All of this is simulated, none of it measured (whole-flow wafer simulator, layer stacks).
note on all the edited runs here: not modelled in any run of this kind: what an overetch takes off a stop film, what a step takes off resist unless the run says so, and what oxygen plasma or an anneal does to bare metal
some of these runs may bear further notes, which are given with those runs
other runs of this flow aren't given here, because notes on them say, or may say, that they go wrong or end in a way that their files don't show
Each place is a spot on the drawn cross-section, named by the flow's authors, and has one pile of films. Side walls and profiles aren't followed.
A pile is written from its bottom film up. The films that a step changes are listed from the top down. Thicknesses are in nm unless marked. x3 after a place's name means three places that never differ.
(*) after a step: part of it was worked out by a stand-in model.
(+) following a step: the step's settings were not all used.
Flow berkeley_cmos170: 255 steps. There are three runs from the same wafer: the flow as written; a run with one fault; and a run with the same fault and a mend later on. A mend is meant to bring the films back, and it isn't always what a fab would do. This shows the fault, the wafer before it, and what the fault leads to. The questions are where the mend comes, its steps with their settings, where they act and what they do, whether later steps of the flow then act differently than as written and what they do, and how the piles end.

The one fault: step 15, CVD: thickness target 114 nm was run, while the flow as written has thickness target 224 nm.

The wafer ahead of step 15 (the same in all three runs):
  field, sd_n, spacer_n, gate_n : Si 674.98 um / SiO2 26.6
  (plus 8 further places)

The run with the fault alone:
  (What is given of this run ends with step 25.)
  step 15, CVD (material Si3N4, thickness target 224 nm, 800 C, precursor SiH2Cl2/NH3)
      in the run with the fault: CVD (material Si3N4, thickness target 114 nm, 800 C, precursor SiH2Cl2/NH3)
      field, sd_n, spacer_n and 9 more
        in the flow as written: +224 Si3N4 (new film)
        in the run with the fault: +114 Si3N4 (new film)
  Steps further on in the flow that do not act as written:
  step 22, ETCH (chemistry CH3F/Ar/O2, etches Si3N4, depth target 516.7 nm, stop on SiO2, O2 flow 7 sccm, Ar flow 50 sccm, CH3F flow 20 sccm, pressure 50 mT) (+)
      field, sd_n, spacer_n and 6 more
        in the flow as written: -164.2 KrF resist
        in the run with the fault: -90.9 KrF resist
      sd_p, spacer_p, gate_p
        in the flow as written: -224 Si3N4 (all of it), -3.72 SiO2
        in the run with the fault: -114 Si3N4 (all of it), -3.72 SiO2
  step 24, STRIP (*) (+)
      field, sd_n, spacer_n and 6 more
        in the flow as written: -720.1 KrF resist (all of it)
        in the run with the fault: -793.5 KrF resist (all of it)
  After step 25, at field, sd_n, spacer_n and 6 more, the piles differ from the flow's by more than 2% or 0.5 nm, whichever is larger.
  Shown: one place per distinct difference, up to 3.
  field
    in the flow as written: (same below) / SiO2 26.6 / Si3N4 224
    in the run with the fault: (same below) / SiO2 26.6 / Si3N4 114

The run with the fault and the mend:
  The mend follows step 15.
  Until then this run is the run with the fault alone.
  step 15a, ETCH (chemistry h3po4, depth target 131.1 nm)
      field, sd_n, spacer_n and 9 more
        -114 Si3N4 (all of it)
  step 15b, CLEAN (chemistry SPM)
      alters no film at any place that is followed
  step 15c, CVD (material Si3N4, thickness target 224 nm, 800 C, precursor SiH2Cl2/NH3) (the flow's step 15 again)
      field, sd_n, spacer_n and 9 more
        +224 Si3N4 (new film)
  Every later step of the flow that is run acts as written at every place that is followed.
  The piles end the same as the flow's at every place that both follow.
